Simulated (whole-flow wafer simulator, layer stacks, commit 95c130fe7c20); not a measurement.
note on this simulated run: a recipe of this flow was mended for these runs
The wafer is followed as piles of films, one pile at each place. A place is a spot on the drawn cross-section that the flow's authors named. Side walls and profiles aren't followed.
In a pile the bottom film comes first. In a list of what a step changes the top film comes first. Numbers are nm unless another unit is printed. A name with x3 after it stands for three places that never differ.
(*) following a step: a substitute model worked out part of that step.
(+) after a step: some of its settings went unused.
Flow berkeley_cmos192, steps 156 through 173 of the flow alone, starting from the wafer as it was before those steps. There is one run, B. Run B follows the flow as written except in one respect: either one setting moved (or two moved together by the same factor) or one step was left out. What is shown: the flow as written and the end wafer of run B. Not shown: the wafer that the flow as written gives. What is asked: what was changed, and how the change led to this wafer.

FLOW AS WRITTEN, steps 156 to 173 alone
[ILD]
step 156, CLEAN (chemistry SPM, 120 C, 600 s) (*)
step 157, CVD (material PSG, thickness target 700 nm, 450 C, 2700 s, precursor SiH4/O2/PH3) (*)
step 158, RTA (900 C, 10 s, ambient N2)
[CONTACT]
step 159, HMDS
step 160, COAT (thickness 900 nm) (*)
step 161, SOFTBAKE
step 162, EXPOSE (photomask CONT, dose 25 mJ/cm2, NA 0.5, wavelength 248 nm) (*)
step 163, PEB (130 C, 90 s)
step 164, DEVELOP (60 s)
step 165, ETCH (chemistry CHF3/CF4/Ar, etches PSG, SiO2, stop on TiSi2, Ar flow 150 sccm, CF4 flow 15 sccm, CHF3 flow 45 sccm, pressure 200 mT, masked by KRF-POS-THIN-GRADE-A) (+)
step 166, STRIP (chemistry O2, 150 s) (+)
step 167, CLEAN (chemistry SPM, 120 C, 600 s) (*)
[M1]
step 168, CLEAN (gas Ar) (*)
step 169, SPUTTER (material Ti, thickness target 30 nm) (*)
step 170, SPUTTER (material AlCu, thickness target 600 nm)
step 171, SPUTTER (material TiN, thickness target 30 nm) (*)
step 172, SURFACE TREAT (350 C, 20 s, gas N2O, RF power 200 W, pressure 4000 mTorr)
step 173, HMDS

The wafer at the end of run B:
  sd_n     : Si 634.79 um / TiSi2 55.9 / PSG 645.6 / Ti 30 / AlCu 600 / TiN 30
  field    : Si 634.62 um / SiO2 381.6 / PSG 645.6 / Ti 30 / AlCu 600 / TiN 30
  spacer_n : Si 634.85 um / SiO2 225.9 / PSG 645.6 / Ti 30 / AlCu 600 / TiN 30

The reason: step 157, CVD: thickness target 651 nm was run, while the flow as written has thickness target 700 nm; step 157, CVD: 2510 s was run, where the flow has 2700 s.

Step by step, how the change led to this:
  step 157, CVD (material PSG, thickness target 700 nm, 450 C, 2700 s, precursor SiH4/O2/PH3) (*)
      field, sd_n, spacer_n, gate, spacer_p, gate_p, contact, m1: +651 PSG (new film) (it would be, as written: +700 PSG (new film))
      sd_p: +621.9 PSG (new film) (it would be, as written: +668 PSG (new film))
  step 165, ETCH (chemistry CHF3/CF4/Ar, etches PSG, SiO2, stop on TiSi2, Ar flow 150 sccm, CF4 flow 15 sccm, CHF3 flow 45 sccm, pressure 200 mT, masked by KRF-POS-THIN-GRADE-A) (+)
      field, sd_n, spacer_n, gate, sd_p, spacer_p, gate_p, m1: -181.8 KrF-resist (it would be, as written: -194.1 KrF-resist)
      contact: -651 PSG (all of it), -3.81 TiSi2 (it would be, as written: -700 PSG (all of it), -3.81 TiSi2)
  step 169, SPUTTER (material Ti, thickness target 30 nm) (*)
      contact: +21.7 Ti (new film) (it would be, as written: +21.1 Ti (new film))
  step 170, SPUTTER (material AlCu, thickness target 600 nm)
      contact: +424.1 AlCu (new film) (it would be, as written: +411.7 AlCu (new film))
  step 171, SPUTTER (material TiN, thickness target 30 nm) (*)
      contact: +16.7 TiN (new film) (it would be, as written: +16 TiN (new film))
